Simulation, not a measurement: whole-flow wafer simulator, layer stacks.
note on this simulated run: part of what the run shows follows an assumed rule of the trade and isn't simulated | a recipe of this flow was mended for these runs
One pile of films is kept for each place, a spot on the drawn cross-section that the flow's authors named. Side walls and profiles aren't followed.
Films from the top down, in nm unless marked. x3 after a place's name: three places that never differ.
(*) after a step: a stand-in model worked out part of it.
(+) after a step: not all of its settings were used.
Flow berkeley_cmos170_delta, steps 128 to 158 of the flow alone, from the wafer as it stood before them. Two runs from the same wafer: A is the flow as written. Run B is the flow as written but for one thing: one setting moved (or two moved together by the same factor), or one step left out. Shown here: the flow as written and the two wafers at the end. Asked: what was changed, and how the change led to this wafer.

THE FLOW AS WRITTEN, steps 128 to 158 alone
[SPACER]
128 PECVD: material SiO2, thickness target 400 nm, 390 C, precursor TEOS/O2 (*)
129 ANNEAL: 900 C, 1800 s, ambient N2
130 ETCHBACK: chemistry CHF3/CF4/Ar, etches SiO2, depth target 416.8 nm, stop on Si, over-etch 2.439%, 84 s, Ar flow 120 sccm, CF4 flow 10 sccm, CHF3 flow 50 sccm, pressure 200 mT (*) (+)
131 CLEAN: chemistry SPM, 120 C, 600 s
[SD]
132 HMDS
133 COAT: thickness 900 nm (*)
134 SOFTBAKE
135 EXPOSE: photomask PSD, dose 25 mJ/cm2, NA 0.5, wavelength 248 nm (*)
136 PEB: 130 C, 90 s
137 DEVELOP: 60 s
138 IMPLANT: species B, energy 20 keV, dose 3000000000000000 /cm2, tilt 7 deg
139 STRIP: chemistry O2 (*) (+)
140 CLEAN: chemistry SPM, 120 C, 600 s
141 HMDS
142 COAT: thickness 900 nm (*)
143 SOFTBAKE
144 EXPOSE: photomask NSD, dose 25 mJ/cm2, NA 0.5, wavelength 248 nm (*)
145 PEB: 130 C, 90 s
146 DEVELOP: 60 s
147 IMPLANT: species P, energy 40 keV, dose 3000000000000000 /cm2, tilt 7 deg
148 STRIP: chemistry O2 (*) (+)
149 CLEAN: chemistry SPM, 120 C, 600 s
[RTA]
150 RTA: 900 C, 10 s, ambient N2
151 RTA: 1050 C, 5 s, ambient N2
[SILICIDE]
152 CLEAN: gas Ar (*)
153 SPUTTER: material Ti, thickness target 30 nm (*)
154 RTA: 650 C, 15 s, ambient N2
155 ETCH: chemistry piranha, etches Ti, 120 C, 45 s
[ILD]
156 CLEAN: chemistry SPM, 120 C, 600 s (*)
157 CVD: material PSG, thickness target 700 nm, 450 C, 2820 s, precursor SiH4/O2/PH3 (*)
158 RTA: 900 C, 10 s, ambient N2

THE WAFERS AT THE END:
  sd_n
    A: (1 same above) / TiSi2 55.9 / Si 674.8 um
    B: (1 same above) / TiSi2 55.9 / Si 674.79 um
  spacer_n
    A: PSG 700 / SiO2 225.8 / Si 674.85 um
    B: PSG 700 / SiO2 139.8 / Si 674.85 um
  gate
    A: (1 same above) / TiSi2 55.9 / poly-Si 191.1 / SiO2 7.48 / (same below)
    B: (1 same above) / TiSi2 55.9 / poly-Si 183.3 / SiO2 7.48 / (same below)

The cause: step 128, PECVD: thickness target 314 nm was run, where the flow has thickness target 400 nm.

How the change led to this, step by step:
  128 PECVD: material SiO2, thickness target 400 nm, 390 C, precursor TEOS/O2 (*)
      field, sd_n, contact, m1: A SiO2 +400 | B SiO2 +314
      spacer_n, sd_p, spacer_p: A SiO2 +383.7 | B SiO2 +301.6
      (and at 2 more places)
  130 ETCHBACK: chemistry CHF3/CF4/Ar, etches SiO2, depth target 416.8 nm, stop on Si, over-etch 2.439%, 84 s, Ar flow 120 sccm, CF4 flow 10 sccm, CHF3 flow 50 sccm, pressure 200 mT (*) (+)
      spacer_n, spacer_p: A SiO2 -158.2 | B SiO2 -162.1
      sd_n: A SiO2 -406 (all of it), Si -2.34 | B SiO2 -320 (all of it), Si -10.2
      (and at 5 more places)
  133 COAT: thickness 900 nm (*)
      sd_n: A KrF-resist +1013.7 (new film) | B KrF-resist +967.9 (new film)
      spacer_n: A KrF-resist +801.4 (new film) | B KrF-resist +838.5 (new film)
      (and at 6 more places)
  137 DEVELOP: 60 s
      sd_p: A KrF-resist -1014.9 (all of it) | B KrF-resist -975.2 (all of it)
      spacer_p: A KrF-resist -792.3 (all of it) | B KrF-resist -833.2 (all of it)
      (and at 1 more place)
  139 STRIP: chemistry O2 (*) (+)
      gate: A KrF-resist -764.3 (all of it), chemical SiO2 +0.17, poly-Si -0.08 | B KrF-resist -723 (all of it), chemical SiO2 +0.17
      sd_n: A KrF-resist -996.5 (all of it), chemical SiO2 +0.17, Si -0.08 | B KrF-resist -950.8 (all of it), chemical SiO2 +0.17, Si -0.07
      (and at 3 more places)
  142 COAT: thickness 900 nm (*)
      sd_n: A KrF-resist +1013.7 (new film) | B KrF-resist +967.8 (new film)
      spacer_n: A KrF-resist +801.5 (new film) | B KrF-resist +838.5 (new film)
      (and at 6 more places)
  146 DEVELOP: 60 s
      sd_n: A KrF-resist -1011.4 (all of it) | B KrF-resist -965.7 (all of it)
      spacer_n: A KrF-resist -799.8 (all of it) | B KrF-resist -836.7 (all of it)
      (and at 3 more places)
  148 STRIP: chemistry O2 (*) (+)
      sd_p: A KrF-resist -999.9 (all of it), chemical SiO2 +0.07 | B KrF-resist -960.1 (all of it), chemical SiO2 +0.07
      spacer_p: A KrF-resist -777.5 (all of it) | B KrF-resist -818.4 (all of it)
      (and at 1 more place)
  153 SPUTTER: material Ti, thickness target 30 nm (*)
      sd_p: A Ti +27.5 (new film) | B Ti +28.7 (new film)
  154 RTA: 650 C, 15 s, ambient N2
      sd_p: A Ti -21.5, TiSi first +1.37 (new film), TiSi2 C49 +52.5 (new film), Si -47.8 | B Ti -22.4, TiSi first +3.65 (new film), TiSi2 C49 +51.5 (new film), Si -48.4
  157 CVD: material PSG, thickness target 700 nm, 450 C, 2820 s, precursor SiH4/O2/PH3 (*)
      sd_p: A PSG +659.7 (new film) | B PSG +676.6 (new film)
  158 RTA: 900 C, 10 s, ambient N2
      sd_p: A under 1 film: TiSi2 +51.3 (new film), TiSi first -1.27 (all of it), TiSi2 C49 -52.5 (all of it), Si -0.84 | B under 1 film: TiSi2 +53.5 (new film), TiSi first -3.55 (all of it), TiSi2 C49 -51.5 (all of it), Si -2.36
